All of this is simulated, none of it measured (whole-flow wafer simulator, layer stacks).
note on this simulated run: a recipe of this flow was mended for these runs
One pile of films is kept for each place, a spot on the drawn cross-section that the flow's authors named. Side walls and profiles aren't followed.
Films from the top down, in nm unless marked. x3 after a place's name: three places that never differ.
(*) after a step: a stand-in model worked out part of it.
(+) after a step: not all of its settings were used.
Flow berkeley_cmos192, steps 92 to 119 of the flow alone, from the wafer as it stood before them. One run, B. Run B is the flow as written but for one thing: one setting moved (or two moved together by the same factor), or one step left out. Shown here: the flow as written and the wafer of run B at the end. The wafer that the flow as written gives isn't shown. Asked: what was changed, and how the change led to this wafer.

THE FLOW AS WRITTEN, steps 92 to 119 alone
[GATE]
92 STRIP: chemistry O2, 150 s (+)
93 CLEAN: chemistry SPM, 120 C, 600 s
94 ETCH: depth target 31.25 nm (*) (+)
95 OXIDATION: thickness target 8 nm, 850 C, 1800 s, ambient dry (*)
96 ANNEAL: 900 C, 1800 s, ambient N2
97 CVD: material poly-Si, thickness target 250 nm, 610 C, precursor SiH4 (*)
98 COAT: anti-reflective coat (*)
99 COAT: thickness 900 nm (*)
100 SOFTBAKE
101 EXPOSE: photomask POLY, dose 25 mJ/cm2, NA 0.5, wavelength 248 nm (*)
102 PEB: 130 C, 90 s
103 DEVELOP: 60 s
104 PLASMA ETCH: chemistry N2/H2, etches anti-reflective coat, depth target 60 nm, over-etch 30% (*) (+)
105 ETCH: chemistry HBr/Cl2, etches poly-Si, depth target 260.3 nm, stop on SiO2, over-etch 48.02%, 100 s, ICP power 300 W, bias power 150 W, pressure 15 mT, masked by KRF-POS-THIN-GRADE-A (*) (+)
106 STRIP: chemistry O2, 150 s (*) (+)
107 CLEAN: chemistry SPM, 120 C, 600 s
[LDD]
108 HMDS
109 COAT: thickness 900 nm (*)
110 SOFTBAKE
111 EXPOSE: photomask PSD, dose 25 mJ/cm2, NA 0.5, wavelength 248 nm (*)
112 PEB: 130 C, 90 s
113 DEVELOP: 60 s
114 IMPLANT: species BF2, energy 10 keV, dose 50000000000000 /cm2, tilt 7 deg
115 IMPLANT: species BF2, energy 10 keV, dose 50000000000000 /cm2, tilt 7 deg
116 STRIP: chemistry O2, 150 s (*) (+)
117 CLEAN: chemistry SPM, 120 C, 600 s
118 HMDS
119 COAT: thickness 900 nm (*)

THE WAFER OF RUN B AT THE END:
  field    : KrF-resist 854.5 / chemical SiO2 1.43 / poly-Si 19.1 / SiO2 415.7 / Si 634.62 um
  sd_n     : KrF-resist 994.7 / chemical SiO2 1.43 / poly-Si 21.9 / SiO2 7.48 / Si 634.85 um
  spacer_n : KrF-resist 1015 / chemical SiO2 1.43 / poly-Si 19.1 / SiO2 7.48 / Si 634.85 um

The cause: step 97, CVD: thickness target 409 nm was run, where the flow has thickness target 250 nm.

How the change led to this, step by step:
  97 CVD: material poly-Si, thickness target 250 nm, 610 C, precursor SiH4 (*)
      field, sd_n, spacer_n and 6 more: poly-Si +409 (new film) (as written it would be: poly-Si +250 (new film))
  98 COAT: anti-reflective coat (*)
      field: anti-reflective coat +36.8 (new film) (as written it would be: anti-reflective coat +35.6 (new film))
      sd_n: anti-reflective coat +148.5 (new film) (as written it would be: anti-reflective coat +143.3 (new film))
      (and at 2 more places)
  104 PLASMA ETCH: chemistry N2/H2, etches anti-reflective coat, depth target 60 nm, over-etch 30% (*) (+)
      field: anti-reflective coat -36.8 (all of it), poly-Si -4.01 (as written it would be: anti-reflective coat -35.6 (all of it), poly-Si -3.86)
      sd_n: anti-reflective coat -148.5 (all of it), poly-Si -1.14 (as written it would be: anti-reflective coat -143.3 (all of it), poly-Si -1.1)
      (and at 2 more places)
  105 ETCH: chemistry HBr/Cl2, etches poly-Si, depth target 260.3 nm, stop on SiO2, over-etch 48.02%, 100 s, ICP power 300 W, bias power 150 W, pressure 15 mT, masked by KRF-POS-THIN-GRADE-A (*) (+)
      spacer_n, spacer_p: poly-Si -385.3 (as written it would be: poly-Si -246.2 (all of it), SiO2 -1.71)
      field: poly-Si -385.3 (as written it would be: poly-Si -246.1 (all of it), SiO2 -1.71)
      (and at 4 more places)
  106 STRIP: chemistry O2, 150 s (*) (+)
      field, sd_n, spacer_n, sd_p, spacer_p, contact, m1: chemical SiO2 +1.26 (new film), poly-Si -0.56 (as written it would be: nothing)
  109 COAT: thickness 900 nm (*)
      spacer_n: KrF-resist +1015 (new film) (as written it would be: KrF-resist +994 (new film))
      gate: KrF-resist +629.3 (new film) (as written it would be: KrF-resist +743.5 (new film))
      (and at 2 more places)
  113 DEVELOP: 60 s
      spacer_p: KrF-resist -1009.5 (all of it) (as written it would be: KrF-resist -988.7 (all of it))
      gate_p: KrF-resist -624.2 (all of it) (as written it would be: KrF-resist -738.2 (all of it))
  116 STRIP: chemistry O2, 150 s (*) (+)
      spacer_n: KrF-resist -997.7 (all of it), chemical SiO2 +0.16, poly-Si -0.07 (as written it would be: KrF-resist -976.9 (all of it))
      gate: KrF-resist -613.1 (all of it), chemical SiO2 +0.2, poly-Si -0.09 (as written it would be: KrF-resist -727 (all of it), chemical SiO2 +0.2, poly-Si -0.09)
  119 COAT: thickness 900 nm (*)
      spacer_n: KrF-resist +1015 (new film) (as written it would be: KrF-resist +994.1 (new film))
      gate: KrF-resist +629.4 (new film) (as written it would be: KrF-resist +743.4 (new film))
      (and at 2 more places)
